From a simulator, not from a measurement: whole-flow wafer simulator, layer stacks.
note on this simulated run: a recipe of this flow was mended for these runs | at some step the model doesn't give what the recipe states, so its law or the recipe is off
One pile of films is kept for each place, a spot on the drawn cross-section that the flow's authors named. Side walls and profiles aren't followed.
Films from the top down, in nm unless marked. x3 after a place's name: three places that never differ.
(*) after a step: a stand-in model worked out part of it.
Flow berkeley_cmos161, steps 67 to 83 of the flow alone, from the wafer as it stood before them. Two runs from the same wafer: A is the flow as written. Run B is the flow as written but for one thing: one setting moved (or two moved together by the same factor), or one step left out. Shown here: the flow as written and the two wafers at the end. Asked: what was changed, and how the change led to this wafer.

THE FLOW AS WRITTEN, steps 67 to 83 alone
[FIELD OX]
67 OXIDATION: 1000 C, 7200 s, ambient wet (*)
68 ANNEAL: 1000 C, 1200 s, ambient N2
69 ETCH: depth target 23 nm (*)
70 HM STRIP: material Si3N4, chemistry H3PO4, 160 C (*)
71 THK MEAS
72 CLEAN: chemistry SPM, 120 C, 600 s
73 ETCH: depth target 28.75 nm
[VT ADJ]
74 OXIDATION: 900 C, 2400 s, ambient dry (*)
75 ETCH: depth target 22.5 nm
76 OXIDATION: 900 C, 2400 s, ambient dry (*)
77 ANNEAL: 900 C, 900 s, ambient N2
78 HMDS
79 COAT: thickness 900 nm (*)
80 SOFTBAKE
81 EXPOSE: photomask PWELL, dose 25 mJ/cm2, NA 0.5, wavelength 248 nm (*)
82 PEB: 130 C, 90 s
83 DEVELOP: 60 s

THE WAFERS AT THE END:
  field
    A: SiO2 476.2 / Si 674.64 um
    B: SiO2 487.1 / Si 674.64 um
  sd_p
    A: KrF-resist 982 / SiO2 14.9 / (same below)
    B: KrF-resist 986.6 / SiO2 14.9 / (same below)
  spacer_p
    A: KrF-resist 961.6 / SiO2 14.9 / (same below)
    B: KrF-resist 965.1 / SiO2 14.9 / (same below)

The cause: step 69, ETCH: depth target 12 nm was run, where the flow has depth target 23 nm.

How the change led to this, step by step:
  69 ETCH: depth target 23 nm (*)
      sd_n, spacer_n, gate_n, sd_p, spacer_p, gate_p, contact, m1: A SiO2 -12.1 (all of it), Si3N4 -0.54 | B SiO2 -12.1 (all of it)
      field: A SiO2 -23 | B SiO2 -12
